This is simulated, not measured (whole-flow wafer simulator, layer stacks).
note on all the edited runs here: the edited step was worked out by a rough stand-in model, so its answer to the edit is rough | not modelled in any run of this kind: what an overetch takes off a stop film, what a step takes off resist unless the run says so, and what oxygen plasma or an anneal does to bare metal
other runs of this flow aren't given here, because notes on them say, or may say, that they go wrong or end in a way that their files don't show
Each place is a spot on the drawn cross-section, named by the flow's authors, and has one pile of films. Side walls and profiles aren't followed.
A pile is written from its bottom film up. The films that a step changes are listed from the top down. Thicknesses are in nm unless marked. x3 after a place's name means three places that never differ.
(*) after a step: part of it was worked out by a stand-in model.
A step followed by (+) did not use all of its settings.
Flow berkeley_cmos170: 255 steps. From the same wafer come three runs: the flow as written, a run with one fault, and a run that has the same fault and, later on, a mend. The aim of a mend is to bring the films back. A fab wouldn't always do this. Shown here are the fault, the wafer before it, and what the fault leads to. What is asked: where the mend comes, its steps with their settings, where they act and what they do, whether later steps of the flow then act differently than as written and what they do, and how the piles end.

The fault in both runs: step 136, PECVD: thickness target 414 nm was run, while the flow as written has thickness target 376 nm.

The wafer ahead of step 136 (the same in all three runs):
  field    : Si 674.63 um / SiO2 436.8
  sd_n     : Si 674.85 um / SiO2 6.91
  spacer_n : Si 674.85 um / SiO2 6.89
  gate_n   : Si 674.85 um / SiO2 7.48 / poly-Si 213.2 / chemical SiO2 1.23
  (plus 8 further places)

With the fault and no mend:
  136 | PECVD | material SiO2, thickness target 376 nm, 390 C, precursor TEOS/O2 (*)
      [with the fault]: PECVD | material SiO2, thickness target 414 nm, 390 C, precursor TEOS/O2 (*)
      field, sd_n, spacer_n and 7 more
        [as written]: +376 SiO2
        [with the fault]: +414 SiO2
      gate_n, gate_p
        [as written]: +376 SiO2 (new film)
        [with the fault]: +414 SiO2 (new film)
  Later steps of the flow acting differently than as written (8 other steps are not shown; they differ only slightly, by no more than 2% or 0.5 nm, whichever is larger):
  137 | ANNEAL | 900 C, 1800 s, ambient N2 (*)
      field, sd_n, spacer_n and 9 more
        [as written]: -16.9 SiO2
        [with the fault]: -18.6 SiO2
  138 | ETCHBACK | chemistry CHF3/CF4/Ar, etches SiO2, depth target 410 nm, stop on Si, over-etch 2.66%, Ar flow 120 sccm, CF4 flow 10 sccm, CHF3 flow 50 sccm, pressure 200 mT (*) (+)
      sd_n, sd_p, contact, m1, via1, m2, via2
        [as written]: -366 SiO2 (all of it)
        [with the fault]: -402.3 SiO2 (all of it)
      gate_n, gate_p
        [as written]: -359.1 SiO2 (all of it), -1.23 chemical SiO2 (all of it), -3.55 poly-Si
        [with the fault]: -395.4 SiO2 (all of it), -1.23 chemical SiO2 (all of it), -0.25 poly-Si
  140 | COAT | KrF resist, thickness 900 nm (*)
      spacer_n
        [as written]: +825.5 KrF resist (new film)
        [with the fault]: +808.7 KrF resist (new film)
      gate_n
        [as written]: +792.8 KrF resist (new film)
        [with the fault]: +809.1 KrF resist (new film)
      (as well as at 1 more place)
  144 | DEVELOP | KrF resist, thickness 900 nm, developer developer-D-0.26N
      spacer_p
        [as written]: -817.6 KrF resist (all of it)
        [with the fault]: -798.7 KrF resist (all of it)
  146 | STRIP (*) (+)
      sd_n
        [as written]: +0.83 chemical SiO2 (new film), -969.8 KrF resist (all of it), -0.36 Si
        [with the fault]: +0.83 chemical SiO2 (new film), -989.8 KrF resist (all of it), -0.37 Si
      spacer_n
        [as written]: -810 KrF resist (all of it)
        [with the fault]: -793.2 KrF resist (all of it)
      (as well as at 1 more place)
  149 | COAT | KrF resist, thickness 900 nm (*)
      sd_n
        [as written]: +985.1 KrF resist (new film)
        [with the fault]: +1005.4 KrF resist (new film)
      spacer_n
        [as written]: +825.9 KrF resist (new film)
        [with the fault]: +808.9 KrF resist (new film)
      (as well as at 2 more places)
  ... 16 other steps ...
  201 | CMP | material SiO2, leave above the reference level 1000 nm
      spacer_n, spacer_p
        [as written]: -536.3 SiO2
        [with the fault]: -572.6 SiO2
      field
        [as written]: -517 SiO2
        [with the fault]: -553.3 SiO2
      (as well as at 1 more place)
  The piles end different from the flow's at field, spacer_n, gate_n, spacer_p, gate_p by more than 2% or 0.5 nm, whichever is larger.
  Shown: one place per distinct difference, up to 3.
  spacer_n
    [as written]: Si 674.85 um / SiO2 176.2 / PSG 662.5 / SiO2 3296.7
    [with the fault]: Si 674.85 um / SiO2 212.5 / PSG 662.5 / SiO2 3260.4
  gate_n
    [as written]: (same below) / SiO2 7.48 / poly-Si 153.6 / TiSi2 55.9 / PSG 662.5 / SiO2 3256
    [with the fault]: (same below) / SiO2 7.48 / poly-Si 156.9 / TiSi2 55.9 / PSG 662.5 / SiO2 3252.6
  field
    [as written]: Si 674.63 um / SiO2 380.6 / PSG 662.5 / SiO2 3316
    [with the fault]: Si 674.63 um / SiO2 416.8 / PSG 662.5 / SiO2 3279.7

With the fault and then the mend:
  The mend stands after step 137.
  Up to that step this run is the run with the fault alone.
  138 | ETCHBACK | chemistry CHF3/CF4/Ar, etches SiO2, depth target 448 nm, stop on Si, over-etch 2.66%, Ar flow 120 sccm, CF4 flow 10 sccm, CHF3 flow 50 sccm, pressure 200 mT (*) (+) (the flow's step 138; as written it has depth target 410 nm)
      sd_n, sd_p, contact, m1, via1, m2, via2
        -402.3 SiO2 (all of it)
      spacer_n, spacer_p
        -221.4 SiO2
      gate_n, gate_p
        -395.4 SiO2 (all of it), -1.23 chemical SiO2 (all of it), -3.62 poly-Si
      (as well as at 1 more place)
  Later steps of the flow that are run all act as written at every place that is followed, up to a difference of at most 2% or 0.5 nm, whichever is larger.
  The piles end only slightly different from the flow's at the places that both follow, by no more than 2% or 0.5 nm, whichever is larger.
